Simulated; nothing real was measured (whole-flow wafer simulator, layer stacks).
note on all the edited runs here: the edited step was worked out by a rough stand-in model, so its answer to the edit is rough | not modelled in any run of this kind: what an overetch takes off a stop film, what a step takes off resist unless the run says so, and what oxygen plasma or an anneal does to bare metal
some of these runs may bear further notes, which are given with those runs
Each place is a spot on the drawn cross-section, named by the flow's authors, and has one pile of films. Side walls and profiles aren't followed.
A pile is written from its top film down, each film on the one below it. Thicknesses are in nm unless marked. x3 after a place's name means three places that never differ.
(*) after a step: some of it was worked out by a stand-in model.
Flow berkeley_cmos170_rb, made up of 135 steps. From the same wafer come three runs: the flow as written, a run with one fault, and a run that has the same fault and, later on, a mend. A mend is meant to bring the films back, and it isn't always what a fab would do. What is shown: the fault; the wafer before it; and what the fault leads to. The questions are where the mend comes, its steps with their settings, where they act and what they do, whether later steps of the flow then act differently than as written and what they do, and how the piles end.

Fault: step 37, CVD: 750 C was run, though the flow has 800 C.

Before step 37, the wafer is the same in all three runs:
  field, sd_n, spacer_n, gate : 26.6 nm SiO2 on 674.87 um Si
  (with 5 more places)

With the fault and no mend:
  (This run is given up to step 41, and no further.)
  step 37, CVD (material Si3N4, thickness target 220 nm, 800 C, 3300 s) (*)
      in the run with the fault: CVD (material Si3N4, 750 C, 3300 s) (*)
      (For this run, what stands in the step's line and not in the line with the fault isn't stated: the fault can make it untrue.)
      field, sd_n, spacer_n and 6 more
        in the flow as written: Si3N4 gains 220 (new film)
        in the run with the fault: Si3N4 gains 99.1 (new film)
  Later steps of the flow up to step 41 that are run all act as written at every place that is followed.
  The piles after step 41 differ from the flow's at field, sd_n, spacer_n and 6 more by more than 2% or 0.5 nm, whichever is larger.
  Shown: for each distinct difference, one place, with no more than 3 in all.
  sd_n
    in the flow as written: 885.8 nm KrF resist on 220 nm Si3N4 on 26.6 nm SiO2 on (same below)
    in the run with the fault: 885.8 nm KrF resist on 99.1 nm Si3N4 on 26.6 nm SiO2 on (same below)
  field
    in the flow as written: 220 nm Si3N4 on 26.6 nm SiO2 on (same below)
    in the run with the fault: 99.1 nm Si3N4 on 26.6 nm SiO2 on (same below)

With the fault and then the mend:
  The mend stands after step 37.
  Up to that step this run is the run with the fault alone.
  step 37a, CVD (material Si3N4, thickness target 120.9 nm, 800 C, 1814 s) (*) (the flow's step 37, run once more with other settings)
      field, sd_n, spacer_n and 6 more
        Si3N4 gains 120.9
  Later steps of the flow that are run all act as written at every place that is followed, up to a difference of at most 2% or 0.5 nm, whichever is larger.
  The piles end the same as the flow's at every place that both follow.
